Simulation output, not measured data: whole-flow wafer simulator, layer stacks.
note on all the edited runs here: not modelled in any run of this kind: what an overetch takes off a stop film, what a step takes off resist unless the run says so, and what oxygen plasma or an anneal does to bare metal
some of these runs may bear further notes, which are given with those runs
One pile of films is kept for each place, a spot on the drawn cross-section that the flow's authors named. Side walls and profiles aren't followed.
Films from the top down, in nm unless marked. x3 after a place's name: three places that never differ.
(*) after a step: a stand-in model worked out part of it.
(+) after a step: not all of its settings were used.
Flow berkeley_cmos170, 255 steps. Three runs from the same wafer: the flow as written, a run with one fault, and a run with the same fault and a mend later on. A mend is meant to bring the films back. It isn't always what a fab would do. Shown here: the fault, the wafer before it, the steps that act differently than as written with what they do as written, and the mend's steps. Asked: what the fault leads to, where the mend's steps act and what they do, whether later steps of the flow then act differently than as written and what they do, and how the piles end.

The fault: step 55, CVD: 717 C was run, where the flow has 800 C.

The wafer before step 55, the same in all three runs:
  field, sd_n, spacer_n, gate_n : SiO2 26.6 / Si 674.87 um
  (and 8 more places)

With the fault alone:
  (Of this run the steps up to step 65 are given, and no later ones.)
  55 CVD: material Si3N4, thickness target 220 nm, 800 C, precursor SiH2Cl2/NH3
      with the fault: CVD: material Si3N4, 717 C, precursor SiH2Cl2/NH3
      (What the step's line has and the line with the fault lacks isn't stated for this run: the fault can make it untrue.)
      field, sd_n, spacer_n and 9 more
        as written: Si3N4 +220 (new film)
        with the fault: Si3N4 +62.5 (new film)
  Later steps of the flow that act differently than as written:
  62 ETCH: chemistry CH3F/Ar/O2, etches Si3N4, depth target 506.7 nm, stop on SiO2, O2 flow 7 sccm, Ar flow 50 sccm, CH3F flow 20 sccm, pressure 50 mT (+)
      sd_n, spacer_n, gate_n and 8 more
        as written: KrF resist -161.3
        with the fault: KrF resist -56.3
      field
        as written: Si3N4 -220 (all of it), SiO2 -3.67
        with the fault: Si3N4 -62.5 (all of it), SiO2 -3.67
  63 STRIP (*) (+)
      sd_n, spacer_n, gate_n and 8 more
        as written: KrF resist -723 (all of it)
        with the fault: KrF resist -828.1 (all of it)
  After step 65 the piles differ from the flow's by more than 2% or 0.5 nm, whichever is larger, at sd_n, spacer_n, gate_n and 8 more.
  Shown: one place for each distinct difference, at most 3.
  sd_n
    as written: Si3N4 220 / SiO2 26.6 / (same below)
    with the fault: Si3N4 62.5 / SiO2 26.6 / (same below)

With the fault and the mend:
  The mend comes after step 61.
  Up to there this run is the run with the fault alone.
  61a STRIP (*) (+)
      sd_n, spacer_n, gate_n and 8 more
        KrF resist -884.4 (all of it)
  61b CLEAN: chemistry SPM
      changes no film at any place that is followed
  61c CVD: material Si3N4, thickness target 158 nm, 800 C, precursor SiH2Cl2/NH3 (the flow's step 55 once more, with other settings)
      field, sd_n, spacer_n and 9 more
        Si3N4 +158
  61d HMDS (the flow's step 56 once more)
      changes no film at any place that is followed
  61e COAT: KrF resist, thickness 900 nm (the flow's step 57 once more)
      field, sd_n, spacer_n and 9 more
        KrF resist +900 (new film)
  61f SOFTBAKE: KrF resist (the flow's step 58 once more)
      changes no film at any place that is followed
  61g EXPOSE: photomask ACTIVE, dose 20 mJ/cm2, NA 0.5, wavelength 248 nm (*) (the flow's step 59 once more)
      changes no film at any place that is followed
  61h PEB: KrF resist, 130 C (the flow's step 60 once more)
      field, sd_n, spacer_n and 9 more
        KrF resist -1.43
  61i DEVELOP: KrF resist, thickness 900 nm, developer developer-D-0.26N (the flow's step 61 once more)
      sd_n, spacer_n, gate_n and 8 more
        KrF resist -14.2
      field
        KrF resist -898.6 (all of it)
  No later step of the flow acts differently than as written, at any place that is followed, by more than 2% or 0.5 nm, whichever is larger.
  At the end the piles differ from the flow's only slightly at the places that both follow, by at most 2% or 0.5 nm, whichever is larger.
